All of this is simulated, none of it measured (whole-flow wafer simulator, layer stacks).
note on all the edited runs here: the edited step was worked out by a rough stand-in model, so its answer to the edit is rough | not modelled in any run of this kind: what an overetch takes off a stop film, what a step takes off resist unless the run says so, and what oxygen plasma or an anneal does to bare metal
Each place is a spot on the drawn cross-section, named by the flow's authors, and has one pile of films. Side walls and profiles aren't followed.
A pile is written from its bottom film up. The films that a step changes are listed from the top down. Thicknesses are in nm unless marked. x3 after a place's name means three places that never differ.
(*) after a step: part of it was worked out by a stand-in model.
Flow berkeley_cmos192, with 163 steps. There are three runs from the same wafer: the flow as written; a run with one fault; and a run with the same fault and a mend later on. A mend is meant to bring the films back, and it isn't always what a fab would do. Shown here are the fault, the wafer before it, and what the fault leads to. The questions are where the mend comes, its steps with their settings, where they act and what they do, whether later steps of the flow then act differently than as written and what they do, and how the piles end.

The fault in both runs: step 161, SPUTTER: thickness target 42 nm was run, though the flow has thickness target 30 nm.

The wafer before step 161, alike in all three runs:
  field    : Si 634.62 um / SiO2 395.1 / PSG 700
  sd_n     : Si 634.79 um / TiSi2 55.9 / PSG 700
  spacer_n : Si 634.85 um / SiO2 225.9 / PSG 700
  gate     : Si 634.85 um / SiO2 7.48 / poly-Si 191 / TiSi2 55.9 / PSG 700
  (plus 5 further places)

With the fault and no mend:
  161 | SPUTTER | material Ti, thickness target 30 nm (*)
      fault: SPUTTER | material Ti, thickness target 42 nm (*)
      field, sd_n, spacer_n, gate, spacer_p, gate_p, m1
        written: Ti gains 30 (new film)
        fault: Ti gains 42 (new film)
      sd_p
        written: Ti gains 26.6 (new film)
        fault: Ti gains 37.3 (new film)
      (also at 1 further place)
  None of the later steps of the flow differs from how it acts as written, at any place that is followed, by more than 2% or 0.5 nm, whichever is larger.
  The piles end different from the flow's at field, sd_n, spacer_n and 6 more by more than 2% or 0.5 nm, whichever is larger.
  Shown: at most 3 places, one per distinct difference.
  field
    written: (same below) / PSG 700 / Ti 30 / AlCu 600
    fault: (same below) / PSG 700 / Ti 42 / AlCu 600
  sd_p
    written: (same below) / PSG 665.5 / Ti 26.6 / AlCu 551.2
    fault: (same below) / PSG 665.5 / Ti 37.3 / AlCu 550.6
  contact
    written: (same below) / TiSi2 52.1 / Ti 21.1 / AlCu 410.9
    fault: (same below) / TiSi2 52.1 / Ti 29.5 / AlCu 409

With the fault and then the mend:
  After step 161 comes the mend.
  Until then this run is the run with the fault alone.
  161a | ETCH | chemistry piranha, etches Ti, 120 C, 72 s (the flow's step 148, run once more with other settings)
      field, sd_n, spacer_n, gate, spacer_p, gate_p, m1
        Ti loses 42 (all of it)
      sd_p
        Ti loses 37.3 (all of it)
      contact
        Ti loses 29.5 (all of it), TiSi2 loses 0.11
  161b | SPUTTER | material Ti, thickness target 30 nm (*) (the flow's step 161, run once more)
      field, sd_n, spacer_n, gate, spacer_p, gate_p, m1
        Ti gains 30 (new film)
      sd_p
        Ti gains 26.6 (new film)
      contact
        Ti gains 21.1 (new film)
  None of the later steps of the flow acts differently than as written at any place that is followed.
  When the end is reached, the piles differ only a little from the flow's at the places that both follow, at most by 2% or 0.5 nm, whichever is larger.
